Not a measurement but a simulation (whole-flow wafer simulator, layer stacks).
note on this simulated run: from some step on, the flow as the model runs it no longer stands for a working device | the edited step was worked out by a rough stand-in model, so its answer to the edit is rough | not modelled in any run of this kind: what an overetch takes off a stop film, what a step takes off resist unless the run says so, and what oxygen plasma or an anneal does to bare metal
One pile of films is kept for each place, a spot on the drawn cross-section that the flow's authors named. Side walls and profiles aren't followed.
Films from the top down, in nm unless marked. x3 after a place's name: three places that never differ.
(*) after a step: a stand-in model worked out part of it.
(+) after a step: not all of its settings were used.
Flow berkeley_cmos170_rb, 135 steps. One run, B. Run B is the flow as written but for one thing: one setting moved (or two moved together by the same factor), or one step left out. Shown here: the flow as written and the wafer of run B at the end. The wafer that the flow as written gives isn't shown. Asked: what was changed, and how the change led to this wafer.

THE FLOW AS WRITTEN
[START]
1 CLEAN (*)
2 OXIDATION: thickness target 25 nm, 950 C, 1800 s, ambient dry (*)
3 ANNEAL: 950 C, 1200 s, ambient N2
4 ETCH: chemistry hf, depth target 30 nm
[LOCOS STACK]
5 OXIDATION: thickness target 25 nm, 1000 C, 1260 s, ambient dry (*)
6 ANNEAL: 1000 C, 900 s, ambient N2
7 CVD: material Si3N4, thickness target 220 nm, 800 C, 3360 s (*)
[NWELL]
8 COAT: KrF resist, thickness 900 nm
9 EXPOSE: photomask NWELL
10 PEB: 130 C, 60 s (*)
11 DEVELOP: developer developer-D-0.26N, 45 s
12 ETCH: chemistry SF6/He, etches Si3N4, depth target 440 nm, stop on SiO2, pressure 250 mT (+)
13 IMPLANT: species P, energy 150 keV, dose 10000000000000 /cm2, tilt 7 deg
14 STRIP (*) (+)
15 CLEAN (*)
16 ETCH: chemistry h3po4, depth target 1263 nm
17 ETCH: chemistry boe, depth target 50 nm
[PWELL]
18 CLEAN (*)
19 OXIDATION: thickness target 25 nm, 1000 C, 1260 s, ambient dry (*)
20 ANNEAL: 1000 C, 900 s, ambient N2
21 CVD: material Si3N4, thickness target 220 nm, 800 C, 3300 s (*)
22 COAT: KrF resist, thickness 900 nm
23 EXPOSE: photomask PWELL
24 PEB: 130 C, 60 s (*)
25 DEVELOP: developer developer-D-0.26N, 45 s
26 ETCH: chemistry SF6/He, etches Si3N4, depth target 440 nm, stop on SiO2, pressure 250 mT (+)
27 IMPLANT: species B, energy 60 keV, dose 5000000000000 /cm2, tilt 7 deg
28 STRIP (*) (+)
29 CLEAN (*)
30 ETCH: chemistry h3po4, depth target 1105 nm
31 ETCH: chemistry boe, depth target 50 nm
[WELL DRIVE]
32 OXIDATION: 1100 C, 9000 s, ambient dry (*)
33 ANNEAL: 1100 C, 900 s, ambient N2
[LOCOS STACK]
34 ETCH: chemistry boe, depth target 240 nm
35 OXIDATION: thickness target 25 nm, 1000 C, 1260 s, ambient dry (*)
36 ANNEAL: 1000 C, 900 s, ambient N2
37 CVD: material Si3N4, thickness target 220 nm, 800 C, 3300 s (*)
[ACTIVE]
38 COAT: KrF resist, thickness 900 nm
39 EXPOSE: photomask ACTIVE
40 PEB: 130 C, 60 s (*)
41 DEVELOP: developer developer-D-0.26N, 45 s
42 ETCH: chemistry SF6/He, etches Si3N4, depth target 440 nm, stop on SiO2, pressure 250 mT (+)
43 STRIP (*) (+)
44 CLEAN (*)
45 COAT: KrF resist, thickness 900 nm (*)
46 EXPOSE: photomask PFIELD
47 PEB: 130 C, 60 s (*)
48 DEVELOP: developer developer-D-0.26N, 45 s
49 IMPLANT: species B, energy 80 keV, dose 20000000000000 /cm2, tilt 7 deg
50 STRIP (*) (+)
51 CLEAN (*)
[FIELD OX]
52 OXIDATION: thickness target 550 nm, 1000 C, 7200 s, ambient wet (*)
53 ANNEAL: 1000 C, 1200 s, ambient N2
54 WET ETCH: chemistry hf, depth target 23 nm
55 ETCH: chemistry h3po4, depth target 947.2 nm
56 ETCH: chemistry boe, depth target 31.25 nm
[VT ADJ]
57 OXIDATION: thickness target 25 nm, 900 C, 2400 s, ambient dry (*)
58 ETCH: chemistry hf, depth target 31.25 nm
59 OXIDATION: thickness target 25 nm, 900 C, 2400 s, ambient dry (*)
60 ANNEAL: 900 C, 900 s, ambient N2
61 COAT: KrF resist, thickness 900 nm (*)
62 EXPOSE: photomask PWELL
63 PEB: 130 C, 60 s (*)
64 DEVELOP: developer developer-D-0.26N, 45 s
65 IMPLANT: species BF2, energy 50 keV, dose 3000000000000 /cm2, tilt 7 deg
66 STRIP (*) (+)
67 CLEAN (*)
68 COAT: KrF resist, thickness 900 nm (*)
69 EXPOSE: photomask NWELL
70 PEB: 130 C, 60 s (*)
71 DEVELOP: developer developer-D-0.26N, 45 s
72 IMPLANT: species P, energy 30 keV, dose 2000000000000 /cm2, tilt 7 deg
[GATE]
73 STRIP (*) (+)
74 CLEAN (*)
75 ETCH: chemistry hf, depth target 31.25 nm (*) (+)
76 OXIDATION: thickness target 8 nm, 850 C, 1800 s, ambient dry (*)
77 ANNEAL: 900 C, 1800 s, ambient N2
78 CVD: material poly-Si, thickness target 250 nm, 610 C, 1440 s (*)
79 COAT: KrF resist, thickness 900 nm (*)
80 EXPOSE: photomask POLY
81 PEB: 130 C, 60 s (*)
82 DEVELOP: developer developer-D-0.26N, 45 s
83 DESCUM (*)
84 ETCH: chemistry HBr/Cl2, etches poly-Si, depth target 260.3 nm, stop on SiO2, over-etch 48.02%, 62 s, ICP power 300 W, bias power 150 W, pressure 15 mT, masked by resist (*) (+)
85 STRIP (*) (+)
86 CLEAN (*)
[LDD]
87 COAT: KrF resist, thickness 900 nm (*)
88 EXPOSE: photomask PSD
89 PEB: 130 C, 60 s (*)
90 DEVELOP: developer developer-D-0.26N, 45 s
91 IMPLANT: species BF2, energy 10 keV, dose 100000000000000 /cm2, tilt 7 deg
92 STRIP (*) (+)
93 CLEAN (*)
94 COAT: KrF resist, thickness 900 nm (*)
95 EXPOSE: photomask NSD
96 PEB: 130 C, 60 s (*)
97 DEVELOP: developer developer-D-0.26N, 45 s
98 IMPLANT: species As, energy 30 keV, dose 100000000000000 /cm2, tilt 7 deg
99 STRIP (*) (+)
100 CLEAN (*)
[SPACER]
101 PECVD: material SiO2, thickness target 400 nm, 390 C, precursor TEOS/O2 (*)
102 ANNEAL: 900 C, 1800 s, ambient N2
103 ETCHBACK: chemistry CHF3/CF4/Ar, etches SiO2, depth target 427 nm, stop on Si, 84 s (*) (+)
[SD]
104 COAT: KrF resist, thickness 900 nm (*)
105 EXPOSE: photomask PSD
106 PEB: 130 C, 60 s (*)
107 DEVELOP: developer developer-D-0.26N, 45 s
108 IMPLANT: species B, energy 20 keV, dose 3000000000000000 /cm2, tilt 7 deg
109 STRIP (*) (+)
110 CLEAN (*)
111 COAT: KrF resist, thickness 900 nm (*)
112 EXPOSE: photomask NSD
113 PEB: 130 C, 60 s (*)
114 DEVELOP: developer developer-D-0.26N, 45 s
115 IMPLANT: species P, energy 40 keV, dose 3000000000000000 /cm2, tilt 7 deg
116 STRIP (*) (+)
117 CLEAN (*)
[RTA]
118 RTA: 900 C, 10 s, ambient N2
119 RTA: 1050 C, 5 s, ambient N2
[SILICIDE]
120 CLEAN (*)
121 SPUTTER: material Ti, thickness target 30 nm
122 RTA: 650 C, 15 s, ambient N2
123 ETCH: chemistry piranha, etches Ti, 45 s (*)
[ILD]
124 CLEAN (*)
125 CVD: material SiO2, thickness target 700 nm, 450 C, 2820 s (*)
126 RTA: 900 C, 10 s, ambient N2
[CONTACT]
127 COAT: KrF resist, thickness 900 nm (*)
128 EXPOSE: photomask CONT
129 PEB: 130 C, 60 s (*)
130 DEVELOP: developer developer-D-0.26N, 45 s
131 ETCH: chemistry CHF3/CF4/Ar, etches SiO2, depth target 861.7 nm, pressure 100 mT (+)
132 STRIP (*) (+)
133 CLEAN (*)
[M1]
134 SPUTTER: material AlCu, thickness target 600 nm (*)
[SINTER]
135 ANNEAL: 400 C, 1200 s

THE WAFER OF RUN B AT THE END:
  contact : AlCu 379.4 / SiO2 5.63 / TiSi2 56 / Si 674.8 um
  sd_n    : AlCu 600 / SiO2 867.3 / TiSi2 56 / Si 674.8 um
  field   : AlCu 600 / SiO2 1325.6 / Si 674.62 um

The cause: step 125, CVD: thickness target 867.3 nm was run, where the flow has thickness target 700 nm; step 125, CVD: 3494 s was run, where the flow has 2820 s.
It can be read off the wafer: sd_n has SiO2 867.3, and step 125 as written asks for 700 nm.

How the change led to this, step by step:
  125 CVD: material SiO2, thickness target 700 nm, 450 C, 2820 s (*)
      sd_n, gate, sd_p, gate_p, contact, m1: SiO2 +867.3 (new film) (as written it would be: SiO2 +700 (new film))
      field, spacer_n, spacer_p: SiO2 +867.3 (as written it would be: SiO2 +700)
  131 ETCH: chemistry CHF3/CF4/Ar, etches SiO2, depth target 861.7 nm, pressure 100 mT (+)
      contact: SiO2 -861.7 (as written it would be: SiO2 -700 (all of it), TiSi2 -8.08)
  134 SPUTTER: material AlCu, thickness target 600 nm (*)
      contact: AlCu +379.4 (new film) (as written it would be: AlCu +415.1 (new film))
